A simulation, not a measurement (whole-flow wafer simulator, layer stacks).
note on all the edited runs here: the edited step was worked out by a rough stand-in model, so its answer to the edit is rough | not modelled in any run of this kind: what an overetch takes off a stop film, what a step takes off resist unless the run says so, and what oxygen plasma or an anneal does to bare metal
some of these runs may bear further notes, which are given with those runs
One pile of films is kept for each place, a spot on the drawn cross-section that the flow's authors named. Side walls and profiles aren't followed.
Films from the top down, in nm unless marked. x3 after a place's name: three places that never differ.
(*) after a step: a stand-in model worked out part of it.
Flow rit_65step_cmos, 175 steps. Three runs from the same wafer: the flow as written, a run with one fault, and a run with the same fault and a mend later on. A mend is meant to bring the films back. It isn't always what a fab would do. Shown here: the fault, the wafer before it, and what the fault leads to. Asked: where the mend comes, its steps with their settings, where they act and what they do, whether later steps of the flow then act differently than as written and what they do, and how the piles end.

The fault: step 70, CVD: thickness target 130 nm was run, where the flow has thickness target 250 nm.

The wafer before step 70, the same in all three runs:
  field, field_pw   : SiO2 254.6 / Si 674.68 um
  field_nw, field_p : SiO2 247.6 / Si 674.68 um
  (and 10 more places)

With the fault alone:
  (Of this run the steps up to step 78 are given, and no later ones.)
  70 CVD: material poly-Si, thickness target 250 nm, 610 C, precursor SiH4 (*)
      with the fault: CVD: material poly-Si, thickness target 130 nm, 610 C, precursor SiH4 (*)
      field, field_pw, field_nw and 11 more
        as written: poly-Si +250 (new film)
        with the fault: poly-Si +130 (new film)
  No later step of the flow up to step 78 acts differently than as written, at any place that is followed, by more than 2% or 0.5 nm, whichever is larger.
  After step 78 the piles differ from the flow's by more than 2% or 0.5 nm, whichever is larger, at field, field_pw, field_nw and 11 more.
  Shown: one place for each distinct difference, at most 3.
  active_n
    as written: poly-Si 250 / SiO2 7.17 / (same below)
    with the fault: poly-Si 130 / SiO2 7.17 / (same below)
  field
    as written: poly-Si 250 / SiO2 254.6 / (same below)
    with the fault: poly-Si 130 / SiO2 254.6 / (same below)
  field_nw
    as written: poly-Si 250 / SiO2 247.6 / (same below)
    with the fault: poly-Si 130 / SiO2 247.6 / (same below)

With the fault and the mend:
  The mend comes after step 71.
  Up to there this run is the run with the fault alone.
  71a ETCH: chemistry tmah, depth target 149.5 nm
      field, field_pw, field_nw and 11 more
        poly-Si -130 (all of it)
  71b CLEAN: chemistry SC2, 75 C, 600 s (the flow's step 66 once more)
      changes no film at any place that is followed
  71c CVD: material poly-Si, thickness target 250 nm, 610 C, precursor SiH4 (*) (the flow's step 70 once more)
      field, field_pw, field_nw and 11 more
        poly-Si +250 (new film)
  No later step of the flow acts differently than as written at any place that is followed.
  At the end the piles are the same as the flow's at every place that both follow.
